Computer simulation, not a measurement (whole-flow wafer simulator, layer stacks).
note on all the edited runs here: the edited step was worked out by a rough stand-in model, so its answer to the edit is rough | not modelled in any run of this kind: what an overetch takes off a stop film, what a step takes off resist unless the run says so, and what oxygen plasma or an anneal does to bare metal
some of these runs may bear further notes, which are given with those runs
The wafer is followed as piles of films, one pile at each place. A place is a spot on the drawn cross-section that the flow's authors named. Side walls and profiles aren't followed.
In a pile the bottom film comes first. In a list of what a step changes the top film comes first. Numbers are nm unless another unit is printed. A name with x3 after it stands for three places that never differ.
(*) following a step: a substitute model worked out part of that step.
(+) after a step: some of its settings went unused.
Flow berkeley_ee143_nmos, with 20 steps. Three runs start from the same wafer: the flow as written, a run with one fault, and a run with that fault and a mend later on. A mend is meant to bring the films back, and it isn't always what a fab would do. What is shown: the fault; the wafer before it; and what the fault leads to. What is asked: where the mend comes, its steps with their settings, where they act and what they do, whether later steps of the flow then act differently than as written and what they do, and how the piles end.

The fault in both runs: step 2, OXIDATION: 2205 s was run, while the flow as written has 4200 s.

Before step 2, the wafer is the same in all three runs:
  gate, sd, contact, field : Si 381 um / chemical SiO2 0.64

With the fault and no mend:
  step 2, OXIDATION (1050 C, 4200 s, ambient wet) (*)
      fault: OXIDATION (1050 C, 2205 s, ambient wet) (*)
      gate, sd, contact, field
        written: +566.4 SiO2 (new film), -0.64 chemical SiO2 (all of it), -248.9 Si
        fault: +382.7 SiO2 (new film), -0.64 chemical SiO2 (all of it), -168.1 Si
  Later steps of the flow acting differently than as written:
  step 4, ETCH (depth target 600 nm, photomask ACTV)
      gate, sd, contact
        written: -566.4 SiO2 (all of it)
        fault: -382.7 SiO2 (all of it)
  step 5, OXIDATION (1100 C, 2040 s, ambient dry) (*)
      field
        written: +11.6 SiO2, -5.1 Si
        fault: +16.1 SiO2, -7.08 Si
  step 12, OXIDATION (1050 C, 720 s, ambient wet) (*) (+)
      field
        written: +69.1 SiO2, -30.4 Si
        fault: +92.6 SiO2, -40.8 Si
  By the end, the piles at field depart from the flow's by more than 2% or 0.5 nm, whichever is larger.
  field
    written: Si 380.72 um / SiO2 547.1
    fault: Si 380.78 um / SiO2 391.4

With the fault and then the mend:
  The mend stands after step 2.
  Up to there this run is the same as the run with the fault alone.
  step 2a, OXIDATION (1050 C, 1995 s, ambient wet) (*) (the flow's step 2 again, with other settings)
      gate, sd, contact, field
        +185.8 SiO2, -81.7 Si
  Every later step of the flow that is run acts as written, at every place that is followed, to within 2% or 0.5 nm, whichever is larger.
  When the end is reached, the piles differ only a little from the flow's at the places that both follow, at most by 2% or 0.5 nm, whichever is larger.
